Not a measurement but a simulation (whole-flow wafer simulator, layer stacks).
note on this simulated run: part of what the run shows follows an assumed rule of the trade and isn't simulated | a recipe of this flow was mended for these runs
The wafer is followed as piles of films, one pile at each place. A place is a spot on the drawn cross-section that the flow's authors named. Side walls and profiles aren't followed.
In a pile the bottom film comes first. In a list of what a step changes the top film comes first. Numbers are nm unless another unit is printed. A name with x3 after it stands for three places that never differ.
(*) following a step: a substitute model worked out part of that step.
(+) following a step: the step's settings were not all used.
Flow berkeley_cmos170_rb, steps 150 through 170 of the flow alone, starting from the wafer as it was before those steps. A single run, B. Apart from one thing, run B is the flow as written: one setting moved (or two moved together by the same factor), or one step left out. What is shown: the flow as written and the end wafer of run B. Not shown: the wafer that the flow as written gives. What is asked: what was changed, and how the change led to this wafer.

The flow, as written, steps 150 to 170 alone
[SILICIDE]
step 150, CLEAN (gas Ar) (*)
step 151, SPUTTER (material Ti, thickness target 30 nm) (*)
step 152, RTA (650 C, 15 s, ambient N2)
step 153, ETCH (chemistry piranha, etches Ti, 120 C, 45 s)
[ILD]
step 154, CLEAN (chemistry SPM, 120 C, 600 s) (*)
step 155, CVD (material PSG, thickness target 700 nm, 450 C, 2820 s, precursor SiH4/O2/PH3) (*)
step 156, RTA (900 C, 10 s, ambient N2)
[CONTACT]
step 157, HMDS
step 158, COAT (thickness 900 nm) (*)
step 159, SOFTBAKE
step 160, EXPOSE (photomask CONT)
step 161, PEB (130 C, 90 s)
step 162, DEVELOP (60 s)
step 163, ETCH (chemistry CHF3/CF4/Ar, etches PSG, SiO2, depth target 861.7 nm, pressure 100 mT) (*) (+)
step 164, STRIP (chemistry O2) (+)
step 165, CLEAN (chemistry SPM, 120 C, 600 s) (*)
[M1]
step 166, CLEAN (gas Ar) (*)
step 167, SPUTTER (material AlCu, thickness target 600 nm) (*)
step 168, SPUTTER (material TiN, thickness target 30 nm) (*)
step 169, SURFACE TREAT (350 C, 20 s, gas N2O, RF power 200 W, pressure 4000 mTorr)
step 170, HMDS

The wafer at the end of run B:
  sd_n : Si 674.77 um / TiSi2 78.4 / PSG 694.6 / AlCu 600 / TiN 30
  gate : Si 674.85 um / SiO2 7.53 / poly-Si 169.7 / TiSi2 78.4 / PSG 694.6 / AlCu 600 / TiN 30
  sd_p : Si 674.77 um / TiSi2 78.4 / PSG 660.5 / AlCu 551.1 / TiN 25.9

The reason: step 151, SPUTTER: thickness target 48 nm was run, though the flow has thickness target 30 nm.

How this came from the change, step by step:
  step 151, SPUTTER (material Ti, thickness target 30 nm) (*)
      field, sd_n, spacer_n, gate, spacer_p, gate_p, contact, m1: +48 Ti (new film) (in the flow as written it would be: +30 Ti (new film))
      sd_p: +44.7 Ti (new film) (in the flow as written it would be: +27.9 Ti (new film))
  step 152, RTA (650 C, 15 s, ambient N2)
      sd_n, contact, m1: -32.8 Ti, +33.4 TiSi first (new film), +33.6 TiSi2 C49 (new film), -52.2 Si (in the flow as written it would be: -23.4 Ti, +6.2 TiSi first (new film), +50.3 TiSi2 C49 (new film), -49 Si)
      gate, gate_p: -32.8 Ti, +33.4 TiSi first (new film), +33.6 TiSi2 C49 (new film), -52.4 poly-Si (in the flow as written it would be: -23.4 Ti, +6.2 TiSi first (new film), +50.3 TiSi2 C49 (new film), -49.2 poly-Si)
      (as well as at 1 more place)
  step 153, ETCH (chemistry piranha, etches Ti, 120 C, 45 s)
      sd_n, gate, gate_p, contact, m1: -15.2 Ti (all of it), -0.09 TiSi first (in the flow as written it would be: -6.6 Ti (all of it), -0.1 TiSi first)
      field, spacer_n, spacer_p: -48 Ti (all of it) (in the flow as written it would be: -30 Ti (all of it))
      (as well as at 1 more place)
  step 156, RTA (900 C, 10 s, ambient N2)
      sd_n, contact, m1: under 1 film: +78.4 TiSi2 (new film), -33.3 TiSi first (all of it), -33.6 TiSi2 C49 (all of it), -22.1 Si (in the flow as written it would be: under 1 film: +55.9 TiSi2 (new film), -6.09 TiSi first (all of it), -50.3 TiSi2 C49 (all of it), -4.05 Si)
      gate, gate_p: under 1 film: +78.4 TiSi2 (new film), -33.3 TiSi first (all of it), -33.6 TiSi2 C49 (all of it), -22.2 poly-Si (in the flow as written it would be: under 1 film: +55.9 TiSi2 (new film), -6.09 TiSi first (all of it), -50.3 TiSi2 C49 (all of it), -4.06 poly-Si)
      (as well as at 1 more place)
